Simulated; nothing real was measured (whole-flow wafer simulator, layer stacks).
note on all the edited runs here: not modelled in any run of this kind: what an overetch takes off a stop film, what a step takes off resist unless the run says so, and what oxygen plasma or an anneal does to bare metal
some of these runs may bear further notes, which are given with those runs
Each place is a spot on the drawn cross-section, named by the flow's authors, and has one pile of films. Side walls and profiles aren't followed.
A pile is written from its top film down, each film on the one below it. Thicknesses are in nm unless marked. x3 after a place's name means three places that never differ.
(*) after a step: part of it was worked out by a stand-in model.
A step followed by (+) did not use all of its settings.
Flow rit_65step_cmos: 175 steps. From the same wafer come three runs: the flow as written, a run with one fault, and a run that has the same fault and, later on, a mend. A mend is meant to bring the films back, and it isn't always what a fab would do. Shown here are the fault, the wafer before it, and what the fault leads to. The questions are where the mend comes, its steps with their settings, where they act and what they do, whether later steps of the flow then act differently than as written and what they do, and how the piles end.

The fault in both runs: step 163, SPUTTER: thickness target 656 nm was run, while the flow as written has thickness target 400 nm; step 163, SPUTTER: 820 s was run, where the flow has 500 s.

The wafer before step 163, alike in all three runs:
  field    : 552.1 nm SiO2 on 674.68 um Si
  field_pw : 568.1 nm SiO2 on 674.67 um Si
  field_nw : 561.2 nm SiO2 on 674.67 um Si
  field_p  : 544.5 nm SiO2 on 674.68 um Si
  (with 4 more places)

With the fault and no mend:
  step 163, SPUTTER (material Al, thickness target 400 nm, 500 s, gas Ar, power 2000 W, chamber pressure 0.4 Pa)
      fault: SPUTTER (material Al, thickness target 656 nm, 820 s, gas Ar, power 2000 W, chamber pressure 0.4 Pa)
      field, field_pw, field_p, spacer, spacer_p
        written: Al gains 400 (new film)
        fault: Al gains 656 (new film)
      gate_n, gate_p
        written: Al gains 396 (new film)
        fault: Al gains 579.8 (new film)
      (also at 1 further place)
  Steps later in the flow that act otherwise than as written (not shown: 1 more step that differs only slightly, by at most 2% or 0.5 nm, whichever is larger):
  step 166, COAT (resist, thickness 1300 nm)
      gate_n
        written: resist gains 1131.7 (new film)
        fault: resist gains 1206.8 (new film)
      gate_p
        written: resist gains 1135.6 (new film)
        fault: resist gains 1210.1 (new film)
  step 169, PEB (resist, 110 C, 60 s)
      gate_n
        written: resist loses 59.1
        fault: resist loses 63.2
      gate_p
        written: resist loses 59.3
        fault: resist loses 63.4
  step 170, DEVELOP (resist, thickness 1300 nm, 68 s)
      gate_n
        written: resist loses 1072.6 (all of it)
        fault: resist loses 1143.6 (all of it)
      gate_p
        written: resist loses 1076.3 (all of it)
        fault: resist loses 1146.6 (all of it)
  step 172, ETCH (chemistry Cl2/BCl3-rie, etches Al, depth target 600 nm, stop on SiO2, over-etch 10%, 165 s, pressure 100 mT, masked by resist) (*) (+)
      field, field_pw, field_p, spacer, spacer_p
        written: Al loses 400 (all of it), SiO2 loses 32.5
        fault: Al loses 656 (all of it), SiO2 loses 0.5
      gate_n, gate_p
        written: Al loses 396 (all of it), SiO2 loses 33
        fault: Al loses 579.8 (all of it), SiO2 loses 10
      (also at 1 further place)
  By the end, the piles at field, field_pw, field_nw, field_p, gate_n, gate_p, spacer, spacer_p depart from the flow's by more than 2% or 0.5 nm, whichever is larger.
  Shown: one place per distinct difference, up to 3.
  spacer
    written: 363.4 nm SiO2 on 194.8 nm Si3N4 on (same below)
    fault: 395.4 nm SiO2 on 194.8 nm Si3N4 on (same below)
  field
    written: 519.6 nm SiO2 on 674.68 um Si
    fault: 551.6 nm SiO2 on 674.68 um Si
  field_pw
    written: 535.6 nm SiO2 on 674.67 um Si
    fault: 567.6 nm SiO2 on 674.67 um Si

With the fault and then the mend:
  After step 164 comes the mend.
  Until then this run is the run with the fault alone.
  step 164a, ETCH (chemistry al pan, depth target 741.5 nm)
      field, field_pw, field_nw, field_p, spacer, spacer_p
        Al loses 656 (all of it)
      gate_n, gate_p
        Al loses 579.8 (all of it)
  step 164b, SPUTTER (material Al, thickness target 400 nm, 500 s, gas Ar, power 2000 W, chamber pressure 0.4 Pa) (a further turn of the flow's step 163)
      field, field_pw, field_p, spacer, spacer_p
        Al gains 400 (new film)
      gate_n, gate_p
        Al gains 396 (new film)
      field_nw
        Al gains 397.2 (new film)
  Every later step of the flow that is run acts as written at every place that is followed.
  The piles end the same as the flow's at every place that both follow.
